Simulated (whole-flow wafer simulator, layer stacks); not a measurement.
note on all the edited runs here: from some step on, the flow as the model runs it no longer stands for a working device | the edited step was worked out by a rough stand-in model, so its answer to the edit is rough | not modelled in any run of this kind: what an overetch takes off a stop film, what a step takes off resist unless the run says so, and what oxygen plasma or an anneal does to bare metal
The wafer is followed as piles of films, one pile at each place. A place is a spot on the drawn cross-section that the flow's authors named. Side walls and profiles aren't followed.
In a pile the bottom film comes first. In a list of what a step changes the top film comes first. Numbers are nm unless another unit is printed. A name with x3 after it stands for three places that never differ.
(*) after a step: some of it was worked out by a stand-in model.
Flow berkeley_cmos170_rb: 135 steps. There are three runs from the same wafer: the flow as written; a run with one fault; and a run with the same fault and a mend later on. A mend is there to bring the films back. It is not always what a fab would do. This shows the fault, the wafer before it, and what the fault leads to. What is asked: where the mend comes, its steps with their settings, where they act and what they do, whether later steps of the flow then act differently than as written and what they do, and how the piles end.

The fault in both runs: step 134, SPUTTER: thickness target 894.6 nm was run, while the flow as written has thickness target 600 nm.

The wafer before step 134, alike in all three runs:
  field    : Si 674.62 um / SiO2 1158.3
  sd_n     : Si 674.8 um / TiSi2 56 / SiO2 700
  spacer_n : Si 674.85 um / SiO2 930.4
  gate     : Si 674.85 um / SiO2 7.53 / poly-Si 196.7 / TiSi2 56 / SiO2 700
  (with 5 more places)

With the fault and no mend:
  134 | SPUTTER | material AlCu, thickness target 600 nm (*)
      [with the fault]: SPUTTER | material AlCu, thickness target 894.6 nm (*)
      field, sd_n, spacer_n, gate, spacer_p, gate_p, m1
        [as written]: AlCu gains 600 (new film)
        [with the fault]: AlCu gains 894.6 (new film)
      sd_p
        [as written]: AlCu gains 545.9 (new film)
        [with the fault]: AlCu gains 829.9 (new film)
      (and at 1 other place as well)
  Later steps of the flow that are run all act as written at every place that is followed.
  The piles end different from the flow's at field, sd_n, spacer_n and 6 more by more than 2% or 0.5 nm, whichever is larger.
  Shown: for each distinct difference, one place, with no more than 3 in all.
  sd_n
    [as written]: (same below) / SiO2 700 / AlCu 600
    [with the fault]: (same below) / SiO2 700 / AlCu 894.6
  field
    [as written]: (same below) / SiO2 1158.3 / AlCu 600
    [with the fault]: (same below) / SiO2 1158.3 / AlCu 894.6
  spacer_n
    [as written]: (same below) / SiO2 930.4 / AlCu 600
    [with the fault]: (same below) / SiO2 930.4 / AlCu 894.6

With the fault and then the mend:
  After step 134 comes the mend.
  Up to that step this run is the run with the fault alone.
  134a | ETCH | chemistry al pan, depth target 1029 nm
      field, sd_n, spacer_n, gate, spacer_p, gate_p, m1
        AlCu loses 894.6 (all of it)
      sd_p
        AlCu loses 829.9 (all of it)
      contact
        AlCu loses 604 (all of it)
  134b | SPUTTER | material AlCu, thickness target 600 nm (*) (a further turn of the flow's step 134)
      field, sd_n, spacer_n, gate, spacer_p, gate_p, m1
        AlCu gains 600 (new film)
      sd_p
        AlCu gains 545.9 (new film)
      contact
        AlCu gains 415.1 (new film)
  Later steps of the flow that are run all act as written at every place that is followed.
  At every place that both follow, the piles at the end match the flow's.
